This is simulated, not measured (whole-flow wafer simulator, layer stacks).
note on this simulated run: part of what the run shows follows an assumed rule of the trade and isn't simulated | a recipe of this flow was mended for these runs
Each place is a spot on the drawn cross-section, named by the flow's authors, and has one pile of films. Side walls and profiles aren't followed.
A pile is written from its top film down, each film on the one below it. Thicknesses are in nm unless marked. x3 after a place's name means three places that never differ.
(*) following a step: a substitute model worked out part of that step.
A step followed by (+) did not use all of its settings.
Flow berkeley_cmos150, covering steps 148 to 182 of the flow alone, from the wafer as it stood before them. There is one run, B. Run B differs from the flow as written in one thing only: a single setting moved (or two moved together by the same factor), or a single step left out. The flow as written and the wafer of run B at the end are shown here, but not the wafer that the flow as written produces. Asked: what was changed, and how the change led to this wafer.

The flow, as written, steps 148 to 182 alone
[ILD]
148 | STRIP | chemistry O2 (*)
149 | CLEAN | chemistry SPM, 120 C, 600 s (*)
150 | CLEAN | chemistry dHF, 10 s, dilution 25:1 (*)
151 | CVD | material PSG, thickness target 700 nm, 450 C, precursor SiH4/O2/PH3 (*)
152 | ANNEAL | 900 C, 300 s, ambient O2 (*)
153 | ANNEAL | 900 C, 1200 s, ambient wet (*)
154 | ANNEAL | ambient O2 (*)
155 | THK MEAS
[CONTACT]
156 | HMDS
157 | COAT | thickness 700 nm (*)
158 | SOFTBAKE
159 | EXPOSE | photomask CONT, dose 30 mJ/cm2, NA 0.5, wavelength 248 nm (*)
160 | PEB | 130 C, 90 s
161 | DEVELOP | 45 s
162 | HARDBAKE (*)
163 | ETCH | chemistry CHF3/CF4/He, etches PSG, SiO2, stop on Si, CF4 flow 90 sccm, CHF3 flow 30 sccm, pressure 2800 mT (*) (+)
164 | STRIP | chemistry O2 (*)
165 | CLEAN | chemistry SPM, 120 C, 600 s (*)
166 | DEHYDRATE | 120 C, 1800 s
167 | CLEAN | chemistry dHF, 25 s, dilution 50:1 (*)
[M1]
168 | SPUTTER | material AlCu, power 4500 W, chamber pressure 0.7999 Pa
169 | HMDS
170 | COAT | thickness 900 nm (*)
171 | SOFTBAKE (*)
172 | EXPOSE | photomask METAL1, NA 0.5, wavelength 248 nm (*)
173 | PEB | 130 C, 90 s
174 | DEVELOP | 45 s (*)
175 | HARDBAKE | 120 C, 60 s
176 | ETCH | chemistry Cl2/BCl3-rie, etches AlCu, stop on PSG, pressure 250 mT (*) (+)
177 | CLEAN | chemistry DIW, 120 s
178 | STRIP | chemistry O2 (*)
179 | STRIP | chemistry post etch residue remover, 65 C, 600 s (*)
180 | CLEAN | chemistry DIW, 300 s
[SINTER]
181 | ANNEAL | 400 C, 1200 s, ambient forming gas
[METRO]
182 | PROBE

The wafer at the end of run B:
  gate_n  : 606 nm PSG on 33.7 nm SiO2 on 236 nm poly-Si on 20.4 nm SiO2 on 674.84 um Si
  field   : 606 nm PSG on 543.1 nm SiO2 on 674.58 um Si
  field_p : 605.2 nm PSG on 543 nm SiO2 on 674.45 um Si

Cause: step 153, ANNEAL: 1515 s was run, while the flow as written has 1200 s.

How this came from the change, step by step:
  153 | ANNEAL | 900 C, 1200 s, ambient wet (*)
      sd_n, contact, m1: -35 PSG, +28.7 SiO2, -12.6 Si (it would be, as written: -35 PSG, +22.8 SiO2, -10 Si)
      field, field_p: -35 PSG, +20.5 SiO2, -9.02 Si (it would be, as written: -35 PSG, +16.3 SiO2, -7.15 Si)
      (and at 3 other places as well)
  163 | ETCH | chemistry CHF3/CF4/He, etches PSG, SiO2, stop on Si, CF4 flow 90 sccm, CHF3 flow 30 sccm, pressure 2800 mT (*) (+)
      contact: -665 PSG (all of it), -44 SiO2 (all of it), -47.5 Si (it would be, as written: -665 PSG (all of it), -38.1 SiO2 (all of it), -47.5 Si)
